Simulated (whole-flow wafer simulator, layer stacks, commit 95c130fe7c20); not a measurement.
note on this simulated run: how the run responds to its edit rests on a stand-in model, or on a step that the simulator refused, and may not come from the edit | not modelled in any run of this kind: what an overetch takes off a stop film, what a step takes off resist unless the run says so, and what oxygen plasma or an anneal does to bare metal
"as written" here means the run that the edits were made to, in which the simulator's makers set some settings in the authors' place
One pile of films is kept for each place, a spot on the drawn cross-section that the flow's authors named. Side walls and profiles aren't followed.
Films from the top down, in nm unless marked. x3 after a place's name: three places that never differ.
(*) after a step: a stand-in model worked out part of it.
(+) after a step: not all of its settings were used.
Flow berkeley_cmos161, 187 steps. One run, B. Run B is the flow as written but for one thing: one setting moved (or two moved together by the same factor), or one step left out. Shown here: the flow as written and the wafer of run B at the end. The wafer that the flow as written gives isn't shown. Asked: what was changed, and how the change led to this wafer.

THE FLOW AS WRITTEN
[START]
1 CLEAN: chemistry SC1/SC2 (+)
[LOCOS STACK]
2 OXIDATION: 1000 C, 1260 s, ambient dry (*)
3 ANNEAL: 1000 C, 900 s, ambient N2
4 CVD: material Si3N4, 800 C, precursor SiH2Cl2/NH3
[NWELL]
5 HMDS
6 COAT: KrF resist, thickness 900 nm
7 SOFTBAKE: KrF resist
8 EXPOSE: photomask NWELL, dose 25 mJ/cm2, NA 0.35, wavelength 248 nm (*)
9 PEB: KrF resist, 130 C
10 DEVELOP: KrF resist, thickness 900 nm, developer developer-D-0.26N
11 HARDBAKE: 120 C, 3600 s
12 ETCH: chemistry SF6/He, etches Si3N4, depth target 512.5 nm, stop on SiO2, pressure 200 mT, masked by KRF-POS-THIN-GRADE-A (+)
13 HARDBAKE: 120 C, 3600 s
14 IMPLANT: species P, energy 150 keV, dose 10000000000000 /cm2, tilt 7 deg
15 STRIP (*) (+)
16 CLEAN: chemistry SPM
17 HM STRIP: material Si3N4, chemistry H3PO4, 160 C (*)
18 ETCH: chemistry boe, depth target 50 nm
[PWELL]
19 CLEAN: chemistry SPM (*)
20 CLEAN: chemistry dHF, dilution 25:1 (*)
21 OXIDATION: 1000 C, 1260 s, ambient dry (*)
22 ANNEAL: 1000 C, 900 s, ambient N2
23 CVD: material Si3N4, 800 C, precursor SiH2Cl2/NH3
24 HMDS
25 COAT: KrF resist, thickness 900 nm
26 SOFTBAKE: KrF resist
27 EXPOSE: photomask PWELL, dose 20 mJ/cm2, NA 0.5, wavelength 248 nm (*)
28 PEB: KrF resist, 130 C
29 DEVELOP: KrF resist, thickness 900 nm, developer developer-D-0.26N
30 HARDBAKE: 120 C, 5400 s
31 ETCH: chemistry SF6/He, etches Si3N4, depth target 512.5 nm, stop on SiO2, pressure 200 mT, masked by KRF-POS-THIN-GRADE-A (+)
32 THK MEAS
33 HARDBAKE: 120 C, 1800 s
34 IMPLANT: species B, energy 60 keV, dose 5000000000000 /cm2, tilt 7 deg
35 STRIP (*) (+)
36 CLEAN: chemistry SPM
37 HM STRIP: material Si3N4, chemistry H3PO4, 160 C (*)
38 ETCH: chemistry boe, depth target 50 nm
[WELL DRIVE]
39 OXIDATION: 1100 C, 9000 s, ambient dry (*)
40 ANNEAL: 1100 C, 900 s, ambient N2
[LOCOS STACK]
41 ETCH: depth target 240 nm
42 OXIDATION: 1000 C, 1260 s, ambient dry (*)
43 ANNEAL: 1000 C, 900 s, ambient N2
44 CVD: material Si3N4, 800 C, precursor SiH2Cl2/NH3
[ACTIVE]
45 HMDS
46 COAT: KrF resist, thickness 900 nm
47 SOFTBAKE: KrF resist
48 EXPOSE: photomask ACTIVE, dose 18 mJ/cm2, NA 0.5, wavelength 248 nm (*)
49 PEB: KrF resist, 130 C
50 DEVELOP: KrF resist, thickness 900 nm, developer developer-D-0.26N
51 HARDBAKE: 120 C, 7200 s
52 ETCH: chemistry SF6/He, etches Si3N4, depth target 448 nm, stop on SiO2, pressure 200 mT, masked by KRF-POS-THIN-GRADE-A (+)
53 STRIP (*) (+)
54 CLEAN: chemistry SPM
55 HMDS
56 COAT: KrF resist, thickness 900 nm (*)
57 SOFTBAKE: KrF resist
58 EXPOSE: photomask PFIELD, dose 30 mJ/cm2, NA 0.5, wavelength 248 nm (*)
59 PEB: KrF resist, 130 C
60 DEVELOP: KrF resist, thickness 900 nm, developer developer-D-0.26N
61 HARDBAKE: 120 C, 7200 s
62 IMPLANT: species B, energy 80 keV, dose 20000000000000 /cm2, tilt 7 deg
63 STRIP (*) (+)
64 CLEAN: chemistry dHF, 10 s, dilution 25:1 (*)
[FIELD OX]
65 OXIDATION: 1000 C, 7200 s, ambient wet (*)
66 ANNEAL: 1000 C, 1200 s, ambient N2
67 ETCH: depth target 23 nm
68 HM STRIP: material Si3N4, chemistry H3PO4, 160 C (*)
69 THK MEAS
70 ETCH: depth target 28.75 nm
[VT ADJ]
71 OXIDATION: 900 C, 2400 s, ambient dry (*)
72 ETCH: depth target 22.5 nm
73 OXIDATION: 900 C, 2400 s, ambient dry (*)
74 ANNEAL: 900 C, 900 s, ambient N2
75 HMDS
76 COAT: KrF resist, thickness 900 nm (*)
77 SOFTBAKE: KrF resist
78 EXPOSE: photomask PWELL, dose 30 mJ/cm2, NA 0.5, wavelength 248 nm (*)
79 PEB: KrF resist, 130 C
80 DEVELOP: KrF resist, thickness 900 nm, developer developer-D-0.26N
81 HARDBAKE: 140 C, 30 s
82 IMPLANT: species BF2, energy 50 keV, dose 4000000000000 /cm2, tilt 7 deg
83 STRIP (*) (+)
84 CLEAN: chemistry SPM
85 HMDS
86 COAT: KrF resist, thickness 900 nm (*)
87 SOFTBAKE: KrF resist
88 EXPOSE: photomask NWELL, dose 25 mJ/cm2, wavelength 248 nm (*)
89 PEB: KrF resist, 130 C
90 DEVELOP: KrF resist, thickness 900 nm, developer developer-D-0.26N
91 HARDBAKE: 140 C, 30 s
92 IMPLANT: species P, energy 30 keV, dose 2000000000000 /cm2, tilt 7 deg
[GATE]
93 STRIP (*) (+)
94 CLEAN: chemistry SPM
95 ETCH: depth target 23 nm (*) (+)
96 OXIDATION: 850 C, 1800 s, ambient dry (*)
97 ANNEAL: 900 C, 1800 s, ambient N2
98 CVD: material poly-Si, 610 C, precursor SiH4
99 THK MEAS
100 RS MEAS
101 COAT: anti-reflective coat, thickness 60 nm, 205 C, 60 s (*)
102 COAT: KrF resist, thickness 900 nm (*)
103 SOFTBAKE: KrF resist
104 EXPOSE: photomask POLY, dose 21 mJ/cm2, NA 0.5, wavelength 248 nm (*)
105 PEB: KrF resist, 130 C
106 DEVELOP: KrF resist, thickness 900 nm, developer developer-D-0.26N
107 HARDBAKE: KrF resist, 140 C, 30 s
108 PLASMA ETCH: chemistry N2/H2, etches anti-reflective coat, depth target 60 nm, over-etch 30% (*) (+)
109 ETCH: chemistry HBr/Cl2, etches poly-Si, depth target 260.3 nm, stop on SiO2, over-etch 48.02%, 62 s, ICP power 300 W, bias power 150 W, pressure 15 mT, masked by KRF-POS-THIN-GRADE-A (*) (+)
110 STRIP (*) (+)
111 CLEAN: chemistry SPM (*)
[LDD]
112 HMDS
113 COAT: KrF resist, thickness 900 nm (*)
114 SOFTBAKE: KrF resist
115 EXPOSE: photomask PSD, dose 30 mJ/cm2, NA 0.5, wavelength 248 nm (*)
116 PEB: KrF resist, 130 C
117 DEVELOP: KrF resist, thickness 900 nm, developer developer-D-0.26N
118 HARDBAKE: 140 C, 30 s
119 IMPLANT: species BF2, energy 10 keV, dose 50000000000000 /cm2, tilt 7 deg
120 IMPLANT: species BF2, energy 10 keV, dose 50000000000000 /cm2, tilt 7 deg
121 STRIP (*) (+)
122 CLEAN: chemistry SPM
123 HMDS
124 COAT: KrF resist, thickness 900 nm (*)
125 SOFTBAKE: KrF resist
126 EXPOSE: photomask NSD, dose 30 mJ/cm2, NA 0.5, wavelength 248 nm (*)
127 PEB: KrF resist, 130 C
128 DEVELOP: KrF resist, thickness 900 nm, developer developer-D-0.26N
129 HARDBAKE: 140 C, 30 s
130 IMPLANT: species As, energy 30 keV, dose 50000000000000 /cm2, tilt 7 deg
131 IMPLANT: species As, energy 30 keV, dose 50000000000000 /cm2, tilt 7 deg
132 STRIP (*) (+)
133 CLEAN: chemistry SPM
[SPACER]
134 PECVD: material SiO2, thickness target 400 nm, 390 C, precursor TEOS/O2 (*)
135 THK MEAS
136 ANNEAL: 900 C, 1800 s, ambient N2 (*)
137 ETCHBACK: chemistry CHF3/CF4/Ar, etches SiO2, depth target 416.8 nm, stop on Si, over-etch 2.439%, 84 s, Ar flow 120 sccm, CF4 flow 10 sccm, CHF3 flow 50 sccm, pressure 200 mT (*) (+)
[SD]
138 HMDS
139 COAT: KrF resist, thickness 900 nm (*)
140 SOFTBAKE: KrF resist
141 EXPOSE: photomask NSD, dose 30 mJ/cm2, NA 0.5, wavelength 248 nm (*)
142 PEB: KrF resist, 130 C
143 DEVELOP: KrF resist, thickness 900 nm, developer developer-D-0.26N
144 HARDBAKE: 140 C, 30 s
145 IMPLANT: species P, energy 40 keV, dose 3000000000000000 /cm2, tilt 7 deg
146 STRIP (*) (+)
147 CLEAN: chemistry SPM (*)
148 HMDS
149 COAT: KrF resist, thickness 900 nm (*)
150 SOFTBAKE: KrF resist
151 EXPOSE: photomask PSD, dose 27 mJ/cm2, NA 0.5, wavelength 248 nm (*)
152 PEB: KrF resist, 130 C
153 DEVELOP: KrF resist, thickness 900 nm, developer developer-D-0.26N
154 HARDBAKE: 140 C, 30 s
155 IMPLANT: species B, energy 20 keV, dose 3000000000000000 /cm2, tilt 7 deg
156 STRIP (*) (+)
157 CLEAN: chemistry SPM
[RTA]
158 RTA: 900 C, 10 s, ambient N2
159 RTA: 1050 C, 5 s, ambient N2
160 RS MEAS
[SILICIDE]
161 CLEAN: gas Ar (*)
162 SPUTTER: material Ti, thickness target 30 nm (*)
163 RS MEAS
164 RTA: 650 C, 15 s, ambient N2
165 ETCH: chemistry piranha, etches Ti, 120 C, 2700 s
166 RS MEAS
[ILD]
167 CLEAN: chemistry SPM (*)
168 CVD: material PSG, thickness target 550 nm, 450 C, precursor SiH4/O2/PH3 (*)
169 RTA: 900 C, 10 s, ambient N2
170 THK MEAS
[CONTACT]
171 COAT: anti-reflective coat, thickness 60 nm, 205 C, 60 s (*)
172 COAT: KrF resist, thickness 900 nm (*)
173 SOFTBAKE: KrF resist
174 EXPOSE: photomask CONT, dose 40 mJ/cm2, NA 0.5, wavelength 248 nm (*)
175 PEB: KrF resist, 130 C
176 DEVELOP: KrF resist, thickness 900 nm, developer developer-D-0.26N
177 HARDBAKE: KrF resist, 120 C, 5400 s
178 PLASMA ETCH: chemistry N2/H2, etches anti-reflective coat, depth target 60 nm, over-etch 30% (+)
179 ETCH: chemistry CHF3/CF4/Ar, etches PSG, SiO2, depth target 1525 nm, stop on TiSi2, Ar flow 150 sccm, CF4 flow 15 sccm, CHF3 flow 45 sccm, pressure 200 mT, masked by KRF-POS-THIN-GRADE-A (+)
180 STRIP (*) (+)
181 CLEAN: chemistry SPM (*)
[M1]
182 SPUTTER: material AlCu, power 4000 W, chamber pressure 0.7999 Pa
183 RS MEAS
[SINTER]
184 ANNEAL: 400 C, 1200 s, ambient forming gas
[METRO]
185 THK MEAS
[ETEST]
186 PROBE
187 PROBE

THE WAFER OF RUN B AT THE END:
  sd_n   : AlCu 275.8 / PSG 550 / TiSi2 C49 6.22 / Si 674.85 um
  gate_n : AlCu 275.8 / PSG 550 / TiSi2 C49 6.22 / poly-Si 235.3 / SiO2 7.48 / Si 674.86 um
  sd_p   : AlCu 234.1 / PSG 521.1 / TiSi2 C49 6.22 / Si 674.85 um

The cause: step 164, RTA: 520 C was run, where the flow has 650 C.

How the change led to this, step by step:
  164 RTA: 650 C, 15 s, ambient N2
      sd_n, sd_p, contact, m1: Ti -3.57, TiSi first +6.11 (new film), Si -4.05 (as written it would be: Ti -23.4, TiSi first +6.2 (new film), TiSi2 C49 +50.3 (new film), Si -49)
      gate_n, gate_p: Ti -3.57, TiSi first +6.11 (new film), poly-Si -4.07 (as written it would be: Ti -23.4, TiSi first +6.2 (new film), TiSi2 C49 +50.3 (new film), poly-Si -49.2)
  165 ETCH: chemistry piranha, etches Ti, 120 C, 2700 s
      sd_n, gate_n, sd_p, gate_p, contact, m1: Ti -26.4 (all of it), TiSi first -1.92 (as written it would be: Ti -6.6 (all of it), TiSi first -1.93)
  169 RTA: 900 C, 10 s, ambient N2
      sd_n, sd_p, contact, m1: under 1 film: TiSi2 C49 +6.22 (new film), TiSi first -4.18 (all of it), Si -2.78 (as written it would be: under 1 film: TiSi2 +53.3 (new film), TiSi first -4.27 (all of it), TiSi2 C49 -50.3 (all of it), Si -2.83)
      gate_n, gate_p: under 1 film: TiSi2 C49 +6.22 (new film), TiSi first -4.18 (all of it), poly-Si -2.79 (as written it would be: under 1 film: TiSi2 +53.3 (new film), TiSi first -4.27 (all of it), TiSi2 C49 -50.3 (all of it), poly-Si -2.85)
  179 ETCH: chemistry CHF3/CF4/Ar, etches PSG, SiO2, depth target 1525 nm, stop on TiSi2, Ar flow 150 sccm, CF4 flow 15 sccm, CHF3 flow 45 sccm, pressure 200 mT, masked by KRF-POS-THIN-GRADE-A (+)
      contact: PSG -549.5 (all of it) (as written it would be: PSG -549.5 (all of it), TiSi2 -3.81)
